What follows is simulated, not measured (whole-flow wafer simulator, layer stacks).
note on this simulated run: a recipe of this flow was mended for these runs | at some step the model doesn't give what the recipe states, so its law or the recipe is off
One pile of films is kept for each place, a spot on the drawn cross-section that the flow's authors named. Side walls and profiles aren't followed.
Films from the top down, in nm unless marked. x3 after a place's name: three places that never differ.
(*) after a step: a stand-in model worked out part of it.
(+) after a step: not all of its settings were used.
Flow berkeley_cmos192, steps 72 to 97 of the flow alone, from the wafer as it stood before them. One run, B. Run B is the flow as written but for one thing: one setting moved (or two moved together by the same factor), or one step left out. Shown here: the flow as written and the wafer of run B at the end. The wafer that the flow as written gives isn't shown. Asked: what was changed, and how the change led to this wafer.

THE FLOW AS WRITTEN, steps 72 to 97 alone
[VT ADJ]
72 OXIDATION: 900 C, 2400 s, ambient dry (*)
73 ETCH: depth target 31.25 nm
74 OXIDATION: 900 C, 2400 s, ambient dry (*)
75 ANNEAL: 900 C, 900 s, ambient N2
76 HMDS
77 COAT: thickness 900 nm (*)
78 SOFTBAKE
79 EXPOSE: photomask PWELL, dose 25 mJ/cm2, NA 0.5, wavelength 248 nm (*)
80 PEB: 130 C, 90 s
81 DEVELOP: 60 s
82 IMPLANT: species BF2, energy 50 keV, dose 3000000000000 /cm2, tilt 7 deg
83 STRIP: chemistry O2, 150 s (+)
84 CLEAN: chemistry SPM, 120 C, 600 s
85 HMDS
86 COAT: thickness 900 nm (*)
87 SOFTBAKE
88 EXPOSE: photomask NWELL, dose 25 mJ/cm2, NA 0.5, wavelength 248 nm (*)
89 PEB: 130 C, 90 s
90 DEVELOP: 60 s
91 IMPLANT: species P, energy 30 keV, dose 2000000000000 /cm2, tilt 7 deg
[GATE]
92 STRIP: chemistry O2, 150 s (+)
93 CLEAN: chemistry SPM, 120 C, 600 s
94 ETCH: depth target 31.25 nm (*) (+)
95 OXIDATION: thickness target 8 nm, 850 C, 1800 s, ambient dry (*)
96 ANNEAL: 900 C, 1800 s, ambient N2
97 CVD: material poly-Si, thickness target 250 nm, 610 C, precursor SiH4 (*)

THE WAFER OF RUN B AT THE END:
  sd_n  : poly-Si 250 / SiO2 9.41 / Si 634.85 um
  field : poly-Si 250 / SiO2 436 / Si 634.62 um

The cause: step 94, ETCH: depth target 10.94 nm was run, where the flow has depth target 31.25 nm.

How the change led to this, step by step:
  94 ETCH: depth target 31.25 nm (*) (+)
      sd_n, spacer_n, gate, sd_p, spacer_p, gate_p, contact, m1: SiO2 -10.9 (as written it would be: SiO2 -14.9 (all of it))
      field: SiO2 -10.9 (as written it would be: SiO2 -31.2)
  95 OXIDATION: thickness target 8 nm, 850 C, 1800 s, ambient dry (*)
      sd_n, spacer_n, gate, sd_p, spacer_p, gate_p, contact, m1: SiO2 +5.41, Si -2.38 (as written it would be: SiO2 +7.48 (new film), Si -3.29)
